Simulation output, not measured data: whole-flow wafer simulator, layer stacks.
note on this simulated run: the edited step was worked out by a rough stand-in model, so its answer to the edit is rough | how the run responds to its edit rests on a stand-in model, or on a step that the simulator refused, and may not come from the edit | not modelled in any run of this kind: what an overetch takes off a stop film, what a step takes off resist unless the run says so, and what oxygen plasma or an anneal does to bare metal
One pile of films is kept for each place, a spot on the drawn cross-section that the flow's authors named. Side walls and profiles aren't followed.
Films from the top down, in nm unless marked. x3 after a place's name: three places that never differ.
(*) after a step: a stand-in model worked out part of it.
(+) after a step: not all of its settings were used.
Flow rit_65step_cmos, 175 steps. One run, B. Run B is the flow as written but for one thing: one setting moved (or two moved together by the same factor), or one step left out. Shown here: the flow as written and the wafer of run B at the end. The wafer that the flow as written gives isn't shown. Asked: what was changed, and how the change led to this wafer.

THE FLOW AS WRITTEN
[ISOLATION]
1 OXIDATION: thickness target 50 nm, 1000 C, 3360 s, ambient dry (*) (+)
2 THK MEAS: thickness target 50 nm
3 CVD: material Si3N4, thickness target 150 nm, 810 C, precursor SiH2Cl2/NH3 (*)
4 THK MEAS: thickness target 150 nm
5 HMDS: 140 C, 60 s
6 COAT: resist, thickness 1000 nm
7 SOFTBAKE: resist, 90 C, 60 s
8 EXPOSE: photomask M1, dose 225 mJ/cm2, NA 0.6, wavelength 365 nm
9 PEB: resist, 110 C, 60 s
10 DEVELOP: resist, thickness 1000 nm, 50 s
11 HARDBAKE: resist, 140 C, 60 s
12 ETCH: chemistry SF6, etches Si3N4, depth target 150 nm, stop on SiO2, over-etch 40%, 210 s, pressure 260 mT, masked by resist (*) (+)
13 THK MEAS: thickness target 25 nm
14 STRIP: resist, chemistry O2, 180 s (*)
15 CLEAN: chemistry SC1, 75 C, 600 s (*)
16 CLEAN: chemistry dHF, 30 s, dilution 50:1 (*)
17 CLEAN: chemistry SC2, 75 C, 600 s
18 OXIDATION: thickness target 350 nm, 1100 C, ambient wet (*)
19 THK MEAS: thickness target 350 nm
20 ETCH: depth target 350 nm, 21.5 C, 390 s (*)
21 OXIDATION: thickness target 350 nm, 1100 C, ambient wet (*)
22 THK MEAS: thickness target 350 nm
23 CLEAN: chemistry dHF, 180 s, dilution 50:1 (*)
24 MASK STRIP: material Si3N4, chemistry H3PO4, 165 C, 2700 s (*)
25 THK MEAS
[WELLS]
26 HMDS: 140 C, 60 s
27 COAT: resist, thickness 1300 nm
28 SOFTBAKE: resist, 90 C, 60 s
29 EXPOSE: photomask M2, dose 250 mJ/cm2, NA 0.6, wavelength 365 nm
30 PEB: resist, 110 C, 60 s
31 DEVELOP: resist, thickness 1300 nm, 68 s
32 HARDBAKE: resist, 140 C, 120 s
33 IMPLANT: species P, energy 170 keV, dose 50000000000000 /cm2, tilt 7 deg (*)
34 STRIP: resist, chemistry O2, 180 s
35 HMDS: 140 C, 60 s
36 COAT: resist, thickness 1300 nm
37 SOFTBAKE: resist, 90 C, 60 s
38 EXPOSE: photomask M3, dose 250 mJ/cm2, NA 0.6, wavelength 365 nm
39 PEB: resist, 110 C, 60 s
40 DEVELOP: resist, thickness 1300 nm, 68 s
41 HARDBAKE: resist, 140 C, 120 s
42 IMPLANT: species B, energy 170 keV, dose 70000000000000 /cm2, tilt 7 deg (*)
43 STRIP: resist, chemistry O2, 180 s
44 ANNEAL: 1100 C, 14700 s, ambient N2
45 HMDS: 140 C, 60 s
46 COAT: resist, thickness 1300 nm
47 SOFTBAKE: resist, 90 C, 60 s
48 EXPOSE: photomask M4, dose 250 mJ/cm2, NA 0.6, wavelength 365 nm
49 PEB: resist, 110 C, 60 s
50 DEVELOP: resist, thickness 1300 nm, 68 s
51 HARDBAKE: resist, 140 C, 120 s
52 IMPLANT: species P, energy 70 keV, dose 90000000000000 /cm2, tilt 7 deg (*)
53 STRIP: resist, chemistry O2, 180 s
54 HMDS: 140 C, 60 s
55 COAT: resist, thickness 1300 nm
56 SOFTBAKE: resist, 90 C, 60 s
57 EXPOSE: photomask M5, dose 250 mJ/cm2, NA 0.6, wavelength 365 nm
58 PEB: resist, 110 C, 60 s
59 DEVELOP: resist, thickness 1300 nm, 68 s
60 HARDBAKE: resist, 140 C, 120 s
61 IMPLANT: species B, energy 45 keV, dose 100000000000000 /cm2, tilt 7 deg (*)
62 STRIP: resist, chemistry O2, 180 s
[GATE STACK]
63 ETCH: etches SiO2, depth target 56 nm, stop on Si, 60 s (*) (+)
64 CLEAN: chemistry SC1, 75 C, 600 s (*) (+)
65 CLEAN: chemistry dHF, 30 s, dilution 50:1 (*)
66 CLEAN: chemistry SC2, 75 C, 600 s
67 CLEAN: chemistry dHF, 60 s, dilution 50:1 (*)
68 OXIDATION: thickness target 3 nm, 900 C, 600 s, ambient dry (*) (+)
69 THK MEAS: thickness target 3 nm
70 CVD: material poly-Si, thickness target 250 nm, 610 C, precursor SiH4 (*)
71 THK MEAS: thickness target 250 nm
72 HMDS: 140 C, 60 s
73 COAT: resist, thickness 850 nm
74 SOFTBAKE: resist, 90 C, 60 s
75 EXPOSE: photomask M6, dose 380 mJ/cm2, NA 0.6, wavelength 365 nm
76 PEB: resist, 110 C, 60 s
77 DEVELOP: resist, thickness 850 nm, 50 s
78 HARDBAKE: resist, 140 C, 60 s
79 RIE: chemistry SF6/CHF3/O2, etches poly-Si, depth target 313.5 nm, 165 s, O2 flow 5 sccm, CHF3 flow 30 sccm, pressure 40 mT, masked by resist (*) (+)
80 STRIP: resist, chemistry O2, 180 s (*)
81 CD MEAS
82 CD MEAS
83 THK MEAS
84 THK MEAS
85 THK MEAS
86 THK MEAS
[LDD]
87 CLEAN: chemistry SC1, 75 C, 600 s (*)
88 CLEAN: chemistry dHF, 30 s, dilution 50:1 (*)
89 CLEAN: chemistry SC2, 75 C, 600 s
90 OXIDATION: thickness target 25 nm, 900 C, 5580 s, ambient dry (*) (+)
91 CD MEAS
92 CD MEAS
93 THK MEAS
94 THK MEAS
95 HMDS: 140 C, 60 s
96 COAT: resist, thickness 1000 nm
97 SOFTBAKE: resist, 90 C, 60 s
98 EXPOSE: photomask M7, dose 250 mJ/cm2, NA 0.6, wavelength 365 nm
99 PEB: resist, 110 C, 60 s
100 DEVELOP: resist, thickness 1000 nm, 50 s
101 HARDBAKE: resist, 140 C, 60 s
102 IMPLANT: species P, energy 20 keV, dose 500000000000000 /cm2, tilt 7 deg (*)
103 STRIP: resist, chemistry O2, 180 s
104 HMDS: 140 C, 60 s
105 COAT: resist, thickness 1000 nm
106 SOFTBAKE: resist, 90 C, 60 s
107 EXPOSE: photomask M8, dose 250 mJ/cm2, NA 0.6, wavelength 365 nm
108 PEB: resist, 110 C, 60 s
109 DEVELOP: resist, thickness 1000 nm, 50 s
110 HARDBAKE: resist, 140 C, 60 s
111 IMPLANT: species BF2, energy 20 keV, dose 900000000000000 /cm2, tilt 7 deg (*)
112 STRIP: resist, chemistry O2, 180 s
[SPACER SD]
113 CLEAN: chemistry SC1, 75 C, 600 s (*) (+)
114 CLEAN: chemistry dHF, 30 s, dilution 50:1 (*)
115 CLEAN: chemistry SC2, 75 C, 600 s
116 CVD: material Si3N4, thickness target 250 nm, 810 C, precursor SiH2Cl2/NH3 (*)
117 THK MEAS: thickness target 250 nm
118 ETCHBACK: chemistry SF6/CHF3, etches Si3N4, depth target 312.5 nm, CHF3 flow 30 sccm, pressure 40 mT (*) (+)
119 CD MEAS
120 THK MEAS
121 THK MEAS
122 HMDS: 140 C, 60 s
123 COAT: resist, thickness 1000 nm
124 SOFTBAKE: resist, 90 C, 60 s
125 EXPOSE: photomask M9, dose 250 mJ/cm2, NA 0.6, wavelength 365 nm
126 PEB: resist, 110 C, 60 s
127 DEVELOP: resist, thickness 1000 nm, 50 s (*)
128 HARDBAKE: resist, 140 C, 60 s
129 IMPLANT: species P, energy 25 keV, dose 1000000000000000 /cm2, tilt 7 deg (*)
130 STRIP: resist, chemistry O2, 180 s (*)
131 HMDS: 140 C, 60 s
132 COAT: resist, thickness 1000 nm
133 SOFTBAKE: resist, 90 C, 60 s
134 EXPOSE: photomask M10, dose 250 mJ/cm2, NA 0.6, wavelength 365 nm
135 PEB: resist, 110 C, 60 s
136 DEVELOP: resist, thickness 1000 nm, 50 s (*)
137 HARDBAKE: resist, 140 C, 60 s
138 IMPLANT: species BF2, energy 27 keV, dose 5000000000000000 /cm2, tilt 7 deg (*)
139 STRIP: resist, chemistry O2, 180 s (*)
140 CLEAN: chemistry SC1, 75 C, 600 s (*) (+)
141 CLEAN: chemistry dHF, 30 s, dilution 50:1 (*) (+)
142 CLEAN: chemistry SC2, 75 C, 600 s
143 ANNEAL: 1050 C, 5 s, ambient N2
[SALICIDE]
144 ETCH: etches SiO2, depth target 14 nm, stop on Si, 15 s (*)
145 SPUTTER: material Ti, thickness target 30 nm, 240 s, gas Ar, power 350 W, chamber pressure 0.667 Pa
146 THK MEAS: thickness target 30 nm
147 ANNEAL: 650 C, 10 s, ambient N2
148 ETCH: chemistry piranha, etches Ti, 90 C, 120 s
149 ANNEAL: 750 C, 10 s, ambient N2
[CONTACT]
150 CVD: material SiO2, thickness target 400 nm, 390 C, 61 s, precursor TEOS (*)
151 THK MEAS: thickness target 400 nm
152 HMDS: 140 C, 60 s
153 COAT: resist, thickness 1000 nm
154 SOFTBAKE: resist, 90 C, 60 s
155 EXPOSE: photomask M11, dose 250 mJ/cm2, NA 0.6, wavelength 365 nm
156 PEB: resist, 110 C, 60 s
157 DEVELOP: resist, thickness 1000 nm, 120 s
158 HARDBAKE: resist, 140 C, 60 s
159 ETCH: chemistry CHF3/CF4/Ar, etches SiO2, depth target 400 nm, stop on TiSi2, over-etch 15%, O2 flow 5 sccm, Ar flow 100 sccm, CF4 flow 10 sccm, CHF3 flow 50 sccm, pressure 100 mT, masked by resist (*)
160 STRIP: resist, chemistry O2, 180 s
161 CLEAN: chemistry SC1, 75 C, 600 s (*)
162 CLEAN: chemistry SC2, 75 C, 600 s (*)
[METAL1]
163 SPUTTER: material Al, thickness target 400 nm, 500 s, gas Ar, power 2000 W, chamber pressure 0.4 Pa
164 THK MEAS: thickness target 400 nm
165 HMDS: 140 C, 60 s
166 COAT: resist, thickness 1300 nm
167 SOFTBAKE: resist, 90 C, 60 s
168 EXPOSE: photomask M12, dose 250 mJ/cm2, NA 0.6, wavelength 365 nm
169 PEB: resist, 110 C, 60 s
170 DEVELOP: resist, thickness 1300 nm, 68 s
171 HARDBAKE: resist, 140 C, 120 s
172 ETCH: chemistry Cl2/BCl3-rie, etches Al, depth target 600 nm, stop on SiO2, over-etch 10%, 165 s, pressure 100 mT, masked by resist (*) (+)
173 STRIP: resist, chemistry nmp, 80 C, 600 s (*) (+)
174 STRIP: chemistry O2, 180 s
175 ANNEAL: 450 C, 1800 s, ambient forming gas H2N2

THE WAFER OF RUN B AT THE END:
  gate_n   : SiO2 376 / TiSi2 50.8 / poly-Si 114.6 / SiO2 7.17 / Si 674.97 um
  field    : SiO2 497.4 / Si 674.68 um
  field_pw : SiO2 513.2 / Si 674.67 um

The cause: step 63, ETCH: 84 s was run, where the flow has 60 s.

How the change led to this, step by step:
  63 ETCH: etches SiO2, depth target 56 nm, stop on Si, 60 s (*) (+)
      field, field_pw, field_nw, field_p: SiO2 -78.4 (as written it would be: SiO2 -56)
  67 CLEAN: chemistry dHF, 60 s, dilution 50:1 (*)
      field_nw, field_p: SiO2 -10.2 (as written it would be: SiO2 -11.3)
  76 PEB: resist, 110 C, 60 s
      field: resist -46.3 (as written it would be: resist -45.3)
  110 HARDBAKE: resist, 140 C, 60 s
      field: resist -67.5 (as written it would be: resist -66.1)
